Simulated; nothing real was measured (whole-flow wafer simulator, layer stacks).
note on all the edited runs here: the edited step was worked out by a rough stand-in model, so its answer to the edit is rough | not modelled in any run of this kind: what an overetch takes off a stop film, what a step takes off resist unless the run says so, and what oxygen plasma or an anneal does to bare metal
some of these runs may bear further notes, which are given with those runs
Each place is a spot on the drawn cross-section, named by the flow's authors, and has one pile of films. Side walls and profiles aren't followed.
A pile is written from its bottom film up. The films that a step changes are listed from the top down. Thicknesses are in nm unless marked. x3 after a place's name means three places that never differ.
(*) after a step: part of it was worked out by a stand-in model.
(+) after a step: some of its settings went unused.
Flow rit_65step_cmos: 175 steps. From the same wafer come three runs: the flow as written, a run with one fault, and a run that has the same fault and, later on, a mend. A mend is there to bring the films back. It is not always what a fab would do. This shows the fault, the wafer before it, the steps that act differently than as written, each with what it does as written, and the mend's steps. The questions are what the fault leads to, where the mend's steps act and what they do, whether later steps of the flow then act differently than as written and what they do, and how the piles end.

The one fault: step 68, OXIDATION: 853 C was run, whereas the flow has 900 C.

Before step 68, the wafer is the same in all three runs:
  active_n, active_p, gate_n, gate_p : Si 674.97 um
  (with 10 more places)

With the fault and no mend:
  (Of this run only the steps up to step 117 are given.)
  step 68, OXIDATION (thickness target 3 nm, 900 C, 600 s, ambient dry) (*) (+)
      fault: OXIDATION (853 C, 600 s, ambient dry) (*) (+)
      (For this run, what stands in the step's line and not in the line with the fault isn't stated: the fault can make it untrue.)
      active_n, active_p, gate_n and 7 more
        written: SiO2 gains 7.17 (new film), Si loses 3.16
        fault: SiO2 gains 3 (new film), Si loses 1.32
  Steps later in the flow that act otherwise than as written (14 other steps are not shown; they differ only slightly, by no more than 2% or 0.5 nm, whichever is larger):
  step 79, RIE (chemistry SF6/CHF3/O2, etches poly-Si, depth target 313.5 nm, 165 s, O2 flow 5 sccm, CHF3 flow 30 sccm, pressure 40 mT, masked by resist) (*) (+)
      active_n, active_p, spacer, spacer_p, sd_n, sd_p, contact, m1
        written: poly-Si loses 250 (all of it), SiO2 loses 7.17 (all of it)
        fault: poly-Si loses 250 (all of it), SiO2 loses 3 (all of it)
  After step 117, at gate_n, gate_p, the piles differ from the flow's by more than 2% or 0.5 nm, whichever is larger.
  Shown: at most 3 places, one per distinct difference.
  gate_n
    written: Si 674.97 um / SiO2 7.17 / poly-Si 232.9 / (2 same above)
    fault: Si 674.97 um / SiO2 3 / poly-Si 232.9 / (2 same above)

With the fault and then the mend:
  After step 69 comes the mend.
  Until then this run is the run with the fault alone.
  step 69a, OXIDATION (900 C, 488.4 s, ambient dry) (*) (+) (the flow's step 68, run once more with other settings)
      active_n, active_p, gate_n and 7 more
        SiO2 gains 4, Si loses 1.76
  None of the later steps of the flow differs from how it acts as written, at any place that is followed, by more than 2% or 0.5 nm, whichever is larger.
  When the end is reached, the piles differ only a little from the flow's at the places that both follow, at most by 2% or 0.5 nm, whichever is larger.
